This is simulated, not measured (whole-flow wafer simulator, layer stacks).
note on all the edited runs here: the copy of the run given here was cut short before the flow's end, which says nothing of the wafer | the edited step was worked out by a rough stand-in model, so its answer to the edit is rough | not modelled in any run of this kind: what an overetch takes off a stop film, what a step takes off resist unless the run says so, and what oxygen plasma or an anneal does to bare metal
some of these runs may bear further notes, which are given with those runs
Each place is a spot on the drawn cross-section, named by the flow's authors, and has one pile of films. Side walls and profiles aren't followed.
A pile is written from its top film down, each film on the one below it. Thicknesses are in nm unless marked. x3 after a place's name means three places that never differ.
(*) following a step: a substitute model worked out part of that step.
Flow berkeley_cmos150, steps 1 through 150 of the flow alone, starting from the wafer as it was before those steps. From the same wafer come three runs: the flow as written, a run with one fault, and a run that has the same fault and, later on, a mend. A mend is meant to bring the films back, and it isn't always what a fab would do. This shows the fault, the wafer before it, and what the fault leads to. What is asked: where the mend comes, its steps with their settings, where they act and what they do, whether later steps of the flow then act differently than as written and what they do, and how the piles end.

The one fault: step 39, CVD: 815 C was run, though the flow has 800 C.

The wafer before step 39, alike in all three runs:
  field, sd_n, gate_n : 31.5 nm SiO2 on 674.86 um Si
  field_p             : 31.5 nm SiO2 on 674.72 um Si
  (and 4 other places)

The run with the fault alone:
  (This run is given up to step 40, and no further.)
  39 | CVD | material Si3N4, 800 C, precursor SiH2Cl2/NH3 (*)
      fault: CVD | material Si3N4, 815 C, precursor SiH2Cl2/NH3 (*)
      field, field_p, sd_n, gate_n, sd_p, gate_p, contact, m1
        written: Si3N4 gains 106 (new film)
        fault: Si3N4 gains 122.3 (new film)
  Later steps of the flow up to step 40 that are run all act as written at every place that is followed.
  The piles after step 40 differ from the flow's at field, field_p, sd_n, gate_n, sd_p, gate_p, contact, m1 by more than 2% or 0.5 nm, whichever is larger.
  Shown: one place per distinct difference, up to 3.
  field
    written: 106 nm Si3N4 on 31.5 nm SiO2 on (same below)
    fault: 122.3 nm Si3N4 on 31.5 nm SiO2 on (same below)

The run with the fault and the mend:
  After step 39 comes the mend.
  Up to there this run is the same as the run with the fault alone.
  39a | HM STRIP | material Si3N4, chemistry H3PO4, 130 C, 548 s (*) (a further turn of the flow's step 24, with different settings)
      field, field_p, sd_n, gate_n, sd_p, gate_p, contact, m1
        Si3N4 loses 16.3
  Later steps of the flow that are run all act as written at every place that is followed.
  By the end, the piles equal the flow's at every place that both follow.
